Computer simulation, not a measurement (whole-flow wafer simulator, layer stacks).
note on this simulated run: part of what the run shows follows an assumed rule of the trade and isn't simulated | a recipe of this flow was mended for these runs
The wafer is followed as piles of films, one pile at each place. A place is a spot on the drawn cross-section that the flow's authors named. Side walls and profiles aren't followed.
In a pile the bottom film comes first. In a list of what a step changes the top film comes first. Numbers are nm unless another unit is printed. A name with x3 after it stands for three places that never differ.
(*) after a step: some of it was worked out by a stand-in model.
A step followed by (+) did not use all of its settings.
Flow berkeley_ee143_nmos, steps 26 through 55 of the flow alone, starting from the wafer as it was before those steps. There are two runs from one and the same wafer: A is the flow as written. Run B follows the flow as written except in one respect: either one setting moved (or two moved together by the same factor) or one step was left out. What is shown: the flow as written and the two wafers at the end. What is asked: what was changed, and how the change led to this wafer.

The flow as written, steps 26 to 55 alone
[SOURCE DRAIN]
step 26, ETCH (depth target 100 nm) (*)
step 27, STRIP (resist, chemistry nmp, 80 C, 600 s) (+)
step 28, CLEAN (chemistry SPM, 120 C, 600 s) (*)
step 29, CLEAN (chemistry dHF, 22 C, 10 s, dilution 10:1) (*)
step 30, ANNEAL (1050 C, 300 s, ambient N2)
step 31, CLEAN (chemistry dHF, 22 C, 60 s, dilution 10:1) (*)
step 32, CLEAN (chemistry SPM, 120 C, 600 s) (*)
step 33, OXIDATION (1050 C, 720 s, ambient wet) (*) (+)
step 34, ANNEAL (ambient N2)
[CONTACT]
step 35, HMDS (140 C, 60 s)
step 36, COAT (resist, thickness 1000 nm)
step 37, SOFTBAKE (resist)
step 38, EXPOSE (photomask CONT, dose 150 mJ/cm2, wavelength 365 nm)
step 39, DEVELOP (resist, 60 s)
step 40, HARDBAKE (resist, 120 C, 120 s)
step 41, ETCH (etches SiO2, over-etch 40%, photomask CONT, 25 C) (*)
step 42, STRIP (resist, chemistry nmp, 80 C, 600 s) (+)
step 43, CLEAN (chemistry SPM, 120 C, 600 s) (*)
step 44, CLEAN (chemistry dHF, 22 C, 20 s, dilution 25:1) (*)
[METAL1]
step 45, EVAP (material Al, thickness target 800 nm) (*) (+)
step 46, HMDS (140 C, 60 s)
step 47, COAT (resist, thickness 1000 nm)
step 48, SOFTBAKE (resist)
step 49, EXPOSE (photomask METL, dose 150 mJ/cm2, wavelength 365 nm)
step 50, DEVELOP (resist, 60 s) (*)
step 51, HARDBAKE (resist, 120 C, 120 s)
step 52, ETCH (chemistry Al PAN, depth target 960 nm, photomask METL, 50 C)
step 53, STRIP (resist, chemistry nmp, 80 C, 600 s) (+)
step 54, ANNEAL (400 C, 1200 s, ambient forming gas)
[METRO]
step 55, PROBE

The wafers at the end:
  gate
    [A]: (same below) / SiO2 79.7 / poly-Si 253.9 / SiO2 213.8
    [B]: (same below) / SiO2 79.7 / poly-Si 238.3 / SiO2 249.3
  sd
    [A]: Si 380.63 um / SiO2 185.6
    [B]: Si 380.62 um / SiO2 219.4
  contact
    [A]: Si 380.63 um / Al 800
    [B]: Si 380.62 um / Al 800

Cause: step 33, OXIDATION: 909 s was run, though the flow has 720 s.

How this came from the change, step by step:
  step 33, OXIDATION (1050 C, 720 s, ambient wet) (*) (+)
      sd, contact: A +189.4 SiO2 (new film), -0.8 chemical SiO2 (all of it), -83 Si | B +223.3 SiO2 (new film), -0.8 chemical SiO2 (all of it), -97.9 Si
      gate: A +217.6 SiO2 (new film), -0.8 chemical SiO2 (all of it), -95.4 poly-Si | B +253.1 SiO2 (new film), -0.8 chemical SiO2 (all of it), -111 poly-Si
      (also at 1 further place)
  step 41, ETCH (etches SiO2, over-etch 40%, photomask CONT, 25 C) (*)
      contact: A -189.4 SiO2 (all of it) | B -223.3 SiO2 (all of it)
